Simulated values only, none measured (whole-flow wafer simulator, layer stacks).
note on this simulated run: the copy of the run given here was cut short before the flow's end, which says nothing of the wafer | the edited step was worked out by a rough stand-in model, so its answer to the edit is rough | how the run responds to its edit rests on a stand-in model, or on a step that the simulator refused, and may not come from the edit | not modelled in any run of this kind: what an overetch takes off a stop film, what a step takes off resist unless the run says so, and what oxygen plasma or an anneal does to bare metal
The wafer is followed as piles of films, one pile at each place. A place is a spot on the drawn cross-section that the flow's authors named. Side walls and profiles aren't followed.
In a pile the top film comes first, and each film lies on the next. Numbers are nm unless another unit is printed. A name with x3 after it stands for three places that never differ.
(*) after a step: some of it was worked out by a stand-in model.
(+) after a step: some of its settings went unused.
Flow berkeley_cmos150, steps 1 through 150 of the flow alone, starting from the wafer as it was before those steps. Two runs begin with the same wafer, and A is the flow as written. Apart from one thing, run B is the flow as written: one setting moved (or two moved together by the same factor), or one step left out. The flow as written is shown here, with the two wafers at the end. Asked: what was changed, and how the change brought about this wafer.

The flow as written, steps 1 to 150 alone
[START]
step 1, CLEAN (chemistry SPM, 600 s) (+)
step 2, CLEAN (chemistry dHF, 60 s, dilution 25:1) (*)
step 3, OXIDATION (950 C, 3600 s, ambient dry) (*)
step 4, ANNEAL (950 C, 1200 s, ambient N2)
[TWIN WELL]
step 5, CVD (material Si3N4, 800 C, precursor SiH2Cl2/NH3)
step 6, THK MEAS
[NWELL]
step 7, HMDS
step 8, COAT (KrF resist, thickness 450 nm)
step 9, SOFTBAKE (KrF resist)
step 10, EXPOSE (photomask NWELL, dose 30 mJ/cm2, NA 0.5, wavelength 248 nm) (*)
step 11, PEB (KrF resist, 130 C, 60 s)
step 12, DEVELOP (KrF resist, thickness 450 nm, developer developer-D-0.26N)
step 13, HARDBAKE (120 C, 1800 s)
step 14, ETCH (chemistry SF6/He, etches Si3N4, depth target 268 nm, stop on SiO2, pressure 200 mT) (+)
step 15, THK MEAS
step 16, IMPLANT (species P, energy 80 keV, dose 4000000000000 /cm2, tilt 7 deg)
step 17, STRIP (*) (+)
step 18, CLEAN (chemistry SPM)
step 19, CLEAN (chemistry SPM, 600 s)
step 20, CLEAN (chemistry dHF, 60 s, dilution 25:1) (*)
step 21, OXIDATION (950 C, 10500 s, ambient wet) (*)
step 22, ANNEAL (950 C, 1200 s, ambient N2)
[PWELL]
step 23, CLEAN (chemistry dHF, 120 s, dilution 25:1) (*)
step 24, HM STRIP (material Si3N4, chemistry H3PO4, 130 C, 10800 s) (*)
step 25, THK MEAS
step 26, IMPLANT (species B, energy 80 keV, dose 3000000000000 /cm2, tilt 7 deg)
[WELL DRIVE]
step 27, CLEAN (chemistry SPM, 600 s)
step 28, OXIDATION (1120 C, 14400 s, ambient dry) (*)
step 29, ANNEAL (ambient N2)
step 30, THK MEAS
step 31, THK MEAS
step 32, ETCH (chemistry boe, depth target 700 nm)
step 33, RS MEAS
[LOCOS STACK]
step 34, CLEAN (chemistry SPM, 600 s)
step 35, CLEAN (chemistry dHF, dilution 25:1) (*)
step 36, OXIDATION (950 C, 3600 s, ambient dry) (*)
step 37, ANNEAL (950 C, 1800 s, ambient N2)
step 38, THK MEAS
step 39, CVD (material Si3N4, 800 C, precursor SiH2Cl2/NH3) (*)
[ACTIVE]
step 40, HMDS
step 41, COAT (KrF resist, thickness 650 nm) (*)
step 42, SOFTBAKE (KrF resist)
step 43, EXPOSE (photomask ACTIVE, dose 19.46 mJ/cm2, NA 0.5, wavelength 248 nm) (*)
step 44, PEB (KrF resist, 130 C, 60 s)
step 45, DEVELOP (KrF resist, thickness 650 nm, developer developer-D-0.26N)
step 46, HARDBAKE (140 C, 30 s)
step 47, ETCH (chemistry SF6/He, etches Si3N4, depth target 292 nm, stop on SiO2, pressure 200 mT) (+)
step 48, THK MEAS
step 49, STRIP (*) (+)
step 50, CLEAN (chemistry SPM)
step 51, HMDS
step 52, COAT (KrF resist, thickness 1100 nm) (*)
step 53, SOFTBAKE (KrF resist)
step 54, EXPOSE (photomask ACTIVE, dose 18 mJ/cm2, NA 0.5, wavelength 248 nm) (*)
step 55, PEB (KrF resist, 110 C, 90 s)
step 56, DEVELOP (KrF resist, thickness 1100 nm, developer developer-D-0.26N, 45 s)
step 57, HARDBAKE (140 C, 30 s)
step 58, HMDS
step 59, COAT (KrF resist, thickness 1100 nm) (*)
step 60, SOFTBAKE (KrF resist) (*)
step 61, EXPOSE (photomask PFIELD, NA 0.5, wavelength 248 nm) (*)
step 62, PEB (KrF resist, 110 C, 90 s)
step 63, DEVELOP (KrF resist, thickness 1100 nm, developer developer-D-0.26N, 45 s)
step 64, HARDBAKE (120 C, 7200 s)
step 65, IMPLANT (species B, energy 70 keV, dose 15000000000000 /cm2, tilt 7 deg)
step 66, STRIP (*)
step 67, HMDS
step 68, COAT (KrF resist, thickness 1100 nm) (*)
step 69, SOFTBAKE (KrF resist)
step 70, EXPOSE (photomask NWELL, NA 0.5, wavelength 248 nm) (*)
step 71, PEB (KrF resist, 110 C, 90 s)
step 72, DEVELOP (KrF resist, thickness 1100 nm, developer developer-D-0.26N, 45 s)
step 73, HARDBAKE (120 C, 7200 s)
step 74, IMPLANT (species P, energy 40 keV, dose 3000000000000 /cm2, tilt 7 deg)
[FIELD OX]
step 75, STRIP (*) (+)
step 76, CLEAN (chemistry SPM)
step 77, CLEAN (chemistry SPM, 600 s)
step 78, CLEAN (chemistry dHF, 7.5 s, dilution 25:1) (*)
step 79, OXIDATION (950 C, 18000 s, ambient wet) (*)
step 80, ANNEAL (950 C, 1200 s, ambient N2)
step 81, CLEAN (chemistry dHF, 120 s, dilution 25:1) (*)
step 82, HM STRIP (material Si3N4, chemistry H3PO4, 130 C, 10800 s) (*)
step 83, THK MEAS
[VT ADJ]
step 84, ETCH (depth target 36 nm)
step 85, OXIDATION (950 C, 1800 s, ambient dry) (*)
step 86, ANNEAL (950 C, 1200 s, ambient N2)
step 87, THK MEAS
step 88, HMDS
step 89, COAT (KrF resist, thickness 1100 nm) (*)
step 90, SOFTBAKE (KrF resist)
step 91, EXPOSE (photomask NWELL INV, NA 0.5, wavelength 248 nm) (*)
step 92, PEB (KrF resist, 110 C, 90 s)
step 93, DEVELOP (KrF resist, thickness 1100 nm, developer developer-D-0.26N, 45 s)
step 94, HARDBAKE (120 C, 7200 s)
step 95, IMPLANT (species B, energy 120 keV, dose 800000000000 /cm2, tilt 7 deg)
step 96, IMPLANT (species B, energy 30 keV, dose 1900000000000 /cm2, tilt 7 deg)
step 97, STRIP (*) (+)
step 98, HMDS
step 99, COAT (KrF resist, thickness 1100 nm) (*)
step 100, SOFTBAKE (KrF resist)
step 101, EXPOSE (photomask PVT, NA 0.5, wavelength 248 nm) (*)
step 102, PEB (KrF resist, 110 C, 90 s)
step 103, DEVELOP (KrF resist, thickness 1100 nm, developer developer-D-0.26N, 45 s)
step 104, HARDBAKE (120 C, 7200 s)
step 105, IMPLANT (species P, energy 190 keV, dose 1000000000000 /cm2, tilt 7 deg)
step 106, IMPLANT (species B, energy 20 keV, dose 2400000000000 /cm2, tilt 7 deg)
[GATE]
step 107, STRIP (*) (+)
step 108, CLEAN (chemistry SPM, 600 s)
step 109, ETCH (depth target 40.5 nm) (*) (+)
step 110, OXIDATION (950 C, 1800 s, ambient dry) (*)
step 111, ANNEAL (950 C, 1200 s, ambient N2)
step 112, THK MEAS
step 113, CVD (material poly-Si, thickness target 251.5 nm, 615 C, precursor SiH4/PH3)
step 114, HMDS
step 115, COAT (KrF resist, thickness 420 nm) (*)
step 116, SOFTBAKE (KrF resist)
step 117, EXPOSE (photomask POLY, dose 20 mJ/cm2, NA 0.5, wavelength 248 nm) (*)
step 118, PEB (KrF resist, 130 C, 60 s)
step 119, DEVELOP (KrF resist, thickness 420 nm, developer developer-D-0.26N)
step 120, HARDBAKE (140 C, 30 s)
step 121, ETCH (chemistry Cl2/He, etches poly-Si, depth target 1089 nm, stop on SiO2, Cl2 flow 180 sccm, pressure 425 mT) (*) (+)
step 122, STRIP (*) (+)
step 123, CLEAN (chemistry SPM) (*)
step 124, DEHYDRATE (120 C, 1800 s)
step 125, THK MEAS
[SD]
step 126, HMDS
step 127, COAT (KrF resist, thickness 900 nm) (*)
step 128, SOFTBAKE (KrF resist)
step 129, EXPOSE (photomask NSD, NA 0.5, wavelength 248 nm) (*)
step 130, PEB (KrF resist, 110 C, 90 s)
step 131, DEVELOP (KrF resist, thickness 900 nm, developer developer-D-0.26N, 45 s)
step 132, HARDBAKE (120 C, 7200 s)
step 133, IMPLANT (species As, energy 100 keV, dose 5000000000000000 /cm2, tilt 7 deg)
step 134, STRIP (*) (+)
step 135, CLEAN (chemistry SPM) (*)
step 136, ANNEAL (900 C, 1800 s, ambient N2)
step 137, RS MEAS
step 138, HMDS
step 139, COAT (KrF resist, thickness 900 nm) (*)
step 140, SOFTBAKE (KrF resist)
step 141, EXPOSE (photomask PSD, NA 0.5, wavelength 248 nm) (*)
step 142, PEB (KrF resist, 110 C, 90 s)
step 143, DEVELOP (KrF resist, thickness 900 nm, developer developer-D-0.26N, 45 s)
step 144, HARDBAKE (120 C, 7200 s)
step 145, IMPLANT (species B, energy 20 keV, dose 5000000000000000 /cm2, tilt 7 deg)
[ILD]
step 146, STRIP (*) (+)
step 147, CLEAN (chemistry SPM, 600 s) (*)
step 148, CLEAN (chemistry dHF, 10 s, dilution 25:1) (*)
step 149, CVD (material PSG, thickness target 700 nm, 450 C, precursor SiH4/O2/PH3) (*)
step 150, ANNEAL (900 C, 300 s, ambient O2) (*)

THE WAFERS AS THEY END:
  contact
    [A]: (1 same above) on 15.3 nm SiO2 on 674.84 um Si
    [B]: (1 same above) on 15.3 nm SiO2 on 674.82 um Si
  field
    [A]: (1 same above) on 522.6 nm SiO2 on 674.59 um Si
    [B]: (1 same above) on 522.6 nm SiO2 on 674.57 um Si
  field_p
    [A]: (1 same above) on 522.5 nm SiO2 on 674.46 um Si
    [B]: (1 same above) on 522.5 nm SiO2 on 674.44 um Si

The reason: step 3, OXIDATION: 1140 C was run, though the flow has 950 C.

The path from the change to this, step by step:
  step 3, OXIDATION (950 C, 3600 s, ambient dry) (*)
      field, field_p, sd_n, gate_n, sd_p, gate_p, contact, m1: A SiO2 gains 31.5 (new film), Si loses 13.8 | B SiO2 gains 139.8 (new film), Si loses 61.5
  step 21, OXIDATION (950 C, 10500 s, ambient wet) (*)
      field_p, sd_p, gate_p: A SiO2 gains 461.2, Si loses 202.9 | B SiO2 gains 406.9, Si loses 179
  step 28, OXIDATION (1120 C, 14400 s, ambient dry) (*)
      field, sd_n, gate_n, contact, m1: A SiO2 gains 261.5, Si loses 115.1 | B SiO2 gains 194.9, Si loses 85.7
      field_p, sd_p, gate_p: A SiO2 gains 103.6, Si loses 45.6 | B SiO2 gains 95.3, Si loses 41.9
  step 32, ETCH (chemistry boe, depth target 700 nm)
      field, sd_n, gate_n, contact, m1: A SiO2 loses 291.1 (all of it) | B SiO2 loses 332.7 (all of it)
      field_p, sd_p, gate_p: A SiO2 loses 555.5 (all of it) | B SiO2 loses 601.2 (all of it)
